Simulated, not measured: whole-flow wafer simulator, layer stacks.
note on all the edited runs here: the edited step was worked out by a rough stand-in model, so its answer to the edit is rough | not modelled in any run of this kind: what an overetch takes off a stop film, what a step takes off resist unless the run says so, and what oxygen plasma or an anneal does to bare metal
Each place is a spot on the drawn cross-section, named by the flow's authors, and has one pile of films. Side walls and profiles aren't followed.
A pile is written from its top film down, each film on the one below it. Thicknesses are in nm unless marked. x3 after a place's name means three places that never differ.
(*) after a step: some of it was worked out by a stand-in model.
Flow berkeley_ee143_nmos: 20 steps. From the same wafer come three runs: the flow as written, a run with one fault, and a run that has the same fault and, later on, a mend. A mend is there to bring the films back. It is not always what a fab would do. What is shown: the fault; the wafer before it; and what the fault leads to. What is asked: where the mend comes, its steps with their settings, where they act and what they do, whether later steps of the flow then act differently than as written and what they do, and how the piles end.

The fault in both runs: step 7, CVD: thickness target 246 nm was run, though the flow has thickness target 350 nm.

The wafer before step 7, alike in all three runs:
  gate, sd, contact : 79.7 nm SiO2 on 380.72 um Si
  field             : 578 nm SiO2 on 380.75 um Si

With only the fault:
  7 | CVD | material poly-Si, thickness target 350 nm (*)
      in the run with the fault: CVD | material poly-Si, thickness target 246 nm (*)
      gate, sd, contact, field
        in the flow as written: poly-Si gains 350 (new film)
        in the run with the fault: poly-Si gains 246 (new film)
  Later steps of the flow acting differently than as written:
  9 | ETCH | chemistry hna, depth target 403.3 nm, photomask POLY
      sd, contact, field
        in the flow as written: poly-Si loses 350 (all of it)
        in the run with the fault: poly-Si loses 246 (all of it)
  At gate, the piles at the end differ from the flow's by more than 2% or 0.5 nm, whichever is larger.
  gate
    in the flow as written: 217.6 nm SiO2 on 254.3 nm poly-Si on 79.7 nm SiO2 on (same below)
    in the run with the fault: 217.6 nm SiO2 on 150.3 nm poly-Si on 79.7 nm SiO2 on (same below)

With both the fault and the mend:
  The mend follows step 7.
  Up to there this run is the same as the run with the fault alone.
  7a | CVD | material poly-Si, thickness target 104 nm (*) (a further turn of the flow's step 7, with different settings)
      gate, sd, contact, field
        poly-Si gains 104
  Later steps of the flow that are run all act as written at every place that is followed.
  By the end, the piles equal the flow's at every place that both follow.
